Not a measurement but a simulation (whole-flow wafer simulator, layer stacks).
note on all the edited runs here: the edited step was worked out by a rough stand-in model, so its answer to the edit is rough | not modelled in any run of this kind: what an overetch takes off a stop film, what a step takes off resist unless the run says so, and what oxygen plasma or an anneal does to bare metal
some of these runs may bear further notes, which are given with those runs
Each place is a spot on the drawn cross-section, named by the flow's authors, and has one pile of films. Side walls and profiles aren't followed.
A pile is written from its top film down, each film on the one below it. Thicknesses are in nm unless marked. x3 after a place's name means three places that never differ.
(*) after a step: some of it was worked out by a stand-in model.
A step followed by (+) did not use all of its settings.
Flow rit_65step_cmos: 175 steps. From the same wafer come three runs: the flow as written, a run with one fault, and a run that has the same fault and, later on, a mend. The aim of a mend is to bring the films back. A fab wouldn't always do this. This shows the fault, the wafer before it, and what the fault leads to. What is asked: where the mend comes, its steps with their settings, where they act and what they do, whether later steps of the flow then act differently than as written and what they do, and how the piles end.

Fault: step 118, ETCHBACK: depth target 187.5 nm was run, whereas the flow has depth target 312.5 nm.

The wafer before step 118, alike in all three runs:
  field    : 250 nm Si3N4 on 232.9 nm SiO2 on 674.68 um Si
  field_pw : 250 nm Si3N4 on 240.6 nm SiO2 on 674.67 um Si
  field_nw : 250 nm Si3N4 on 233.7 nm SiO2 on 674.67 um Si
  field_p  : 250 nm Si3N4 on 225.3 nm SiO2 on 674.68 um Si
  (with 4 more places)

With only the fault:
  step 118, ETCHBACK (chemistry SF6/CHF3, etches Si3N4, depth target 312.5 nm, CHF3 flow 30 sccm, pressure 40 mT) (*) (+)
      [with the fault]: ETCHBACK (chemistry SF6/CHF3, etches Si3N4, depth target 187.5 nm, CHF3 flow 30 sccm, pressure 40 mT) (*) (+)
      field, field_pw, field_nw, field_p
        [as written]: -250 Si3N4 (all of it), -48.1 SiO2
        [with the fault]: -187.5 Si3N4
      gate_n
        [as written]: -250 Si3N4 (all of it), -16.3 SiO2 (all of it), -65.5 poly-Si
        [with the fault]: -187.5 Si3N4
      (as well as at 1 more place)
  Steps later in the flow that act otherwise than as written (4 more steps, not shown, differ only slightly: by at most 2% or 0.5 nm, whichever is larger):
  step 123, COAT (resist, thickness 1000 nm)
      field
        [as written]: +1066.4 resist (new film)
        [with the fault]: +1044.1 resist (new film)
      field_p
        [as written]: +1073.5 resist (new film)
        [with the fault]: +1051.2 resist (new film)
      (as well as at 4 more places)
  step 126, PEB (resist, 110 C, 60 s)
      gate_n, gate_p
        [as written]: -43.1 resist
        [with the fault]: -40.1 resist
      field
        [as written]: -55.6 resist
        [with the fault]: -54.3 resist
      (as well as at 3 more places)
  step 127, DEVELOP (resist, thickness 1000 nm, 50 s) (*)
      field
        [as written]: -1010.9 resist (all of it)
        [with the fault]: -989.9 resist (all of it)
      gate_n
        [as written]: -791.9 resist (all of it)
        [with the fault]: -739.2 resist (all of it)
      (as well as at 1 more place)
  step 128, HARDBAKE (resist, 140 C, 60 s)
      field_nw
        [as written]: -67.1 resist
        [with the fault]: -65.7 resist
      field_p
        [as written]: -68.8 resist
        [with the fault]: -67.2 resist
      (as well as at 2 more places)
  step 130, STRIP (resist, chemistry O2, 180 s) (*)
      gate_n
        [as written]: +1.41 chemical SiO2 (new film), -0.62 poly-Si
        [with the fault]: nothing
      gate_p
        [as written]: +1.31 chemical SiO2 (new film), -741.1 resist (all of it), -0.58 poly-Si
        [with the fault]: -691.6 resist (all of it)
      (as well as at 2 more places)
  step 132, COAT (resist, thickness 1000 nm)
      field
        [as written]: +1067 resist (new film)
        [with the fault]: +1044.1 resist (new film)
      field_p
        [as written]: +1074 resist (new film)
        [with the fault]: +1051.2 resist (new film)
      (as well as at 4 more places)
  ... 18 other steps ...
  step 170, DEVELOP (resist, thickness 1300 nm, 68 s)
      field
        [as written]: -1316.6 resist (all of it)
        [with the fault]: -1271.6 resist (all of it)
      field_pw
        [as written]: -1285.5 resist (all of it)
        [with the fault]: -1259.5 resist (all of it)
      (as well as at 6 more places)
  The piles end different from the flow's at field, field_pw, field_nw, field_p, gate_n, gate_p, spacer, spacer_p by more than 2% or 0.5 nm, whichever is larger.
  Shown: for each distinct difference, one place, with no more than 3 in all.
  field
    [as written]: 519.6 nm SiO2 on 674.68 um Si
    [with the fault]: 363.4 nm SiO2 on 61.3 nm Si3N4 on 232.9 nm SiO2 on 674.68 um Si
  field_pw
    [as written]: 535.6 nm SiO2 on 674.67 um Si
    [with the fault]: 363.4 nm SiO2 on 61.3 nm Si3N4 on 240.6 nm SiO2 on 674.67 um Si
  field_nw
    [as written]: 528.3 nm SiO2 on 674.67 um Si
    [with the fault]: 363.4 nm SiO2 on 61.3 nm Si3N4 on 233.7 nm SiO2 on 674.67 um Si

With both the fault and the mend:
  After step 121 comes the mend.
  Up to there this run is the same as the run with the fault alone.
  step 121a, ETCHBACK (chemistry SF6/CHF3, etches Si3N4, depth target 125 nm, CHF3 flow 30 sccm, pressure 40 mT) (*) (+) (the flow's step 118, run once more with other settings)
      field, field_pw, field_nw, field_p
        -62.5 Si3N4 (all of it), -48.1 SiO2
      active_n, sd_n, contact, m1
        -62.5 Si3N4 (all of it), -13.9 SiO2 (all of it)
      active_p, sd_p
        -62.5 Si3N4 (all of it), -13.4 SiO2 (all of it)
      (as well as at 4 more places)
  None of the later steps of the flow acts differently than as written at any place that is followed.
  The piles end the same as the flow's at every place that both follow.
